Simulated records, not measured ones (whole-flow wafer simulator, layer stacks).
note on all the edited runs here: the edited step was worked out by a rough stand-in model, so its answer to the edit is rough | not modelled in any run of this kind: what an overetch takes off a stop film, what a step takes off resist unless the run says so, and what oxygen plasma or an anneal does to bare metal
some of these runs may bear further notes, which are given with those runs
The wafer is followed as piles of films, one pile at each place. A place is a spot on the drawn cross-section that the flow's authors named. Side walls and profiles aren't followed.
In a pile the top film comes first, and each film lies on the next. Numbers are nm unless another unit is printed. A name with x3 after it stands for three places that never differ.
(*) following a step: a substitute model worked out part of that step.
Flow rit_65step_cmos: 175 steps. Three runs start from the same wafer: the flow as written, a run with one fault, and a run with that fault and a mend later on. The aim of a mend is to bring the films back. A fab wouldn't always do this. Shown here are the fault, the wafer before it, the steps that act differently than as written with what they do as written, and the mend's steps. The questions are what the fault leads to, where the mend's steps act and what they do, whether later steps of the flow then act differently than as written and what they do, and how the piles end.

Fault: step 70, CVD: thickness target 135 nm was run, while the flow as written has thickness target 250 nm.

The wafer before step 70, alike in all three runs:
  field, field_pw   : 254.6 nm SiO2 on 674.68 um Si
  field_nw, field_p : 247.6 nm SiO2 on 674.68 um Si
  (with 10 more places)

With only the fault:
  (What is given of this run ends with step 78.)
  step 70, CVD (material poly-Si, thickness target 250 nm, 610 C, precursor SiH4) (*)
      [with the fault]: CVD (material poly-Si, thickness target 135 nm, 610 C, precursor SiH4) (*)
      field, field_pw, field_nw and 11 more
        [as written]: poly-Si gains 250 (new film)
        [with the fault]: poly-Si gains 135 (new film)
  Every later step of the flow up to step 78 that is run acts as written, at every place that is followed, to within 2% or 0.5 nm, whichever is larger.
  After step 78, at field, field_pw, field_nw and 11 more, the piles differ from the flow's by more than 2% or 0.5 nm, whichever is larger.
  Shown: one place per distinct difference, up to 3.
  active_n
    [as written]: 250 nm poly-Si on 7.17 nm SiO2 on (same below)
    [with the fault]: 135 nm poly-Si on 7.17 nm SiO2 on (same below)
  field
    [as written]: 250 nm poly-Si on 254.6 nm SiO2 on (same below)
    [with the fault]: 135 nm poly-Si on 254.6 nm SiO2 on (same below)
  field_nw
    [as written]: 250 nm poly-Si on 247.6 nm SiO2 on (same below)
    [with the fault]: 135 nm poly-Si on 247.6 nm SiO2 on (same below)

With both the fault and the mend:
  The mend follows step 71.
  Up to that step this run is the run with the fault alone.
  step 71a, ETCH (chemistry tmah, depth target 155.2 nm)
      field, field_pw, field_nw and 11 more
        poly-Si loses 135 (all of it)
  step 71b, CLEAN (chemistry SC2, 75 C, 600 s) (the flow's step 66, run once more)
      does not change any film at any place that is followed
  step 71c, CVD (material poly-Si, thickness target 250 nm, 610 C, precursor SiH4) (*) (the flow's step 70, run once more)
      field, field_pw, field_nw and 11 more
        poly-Si gains 250 (new film)
  Every later step of the flow that is run acts as written at every place that is followed.
  The piles end the same as the flow's at every place that both follow.
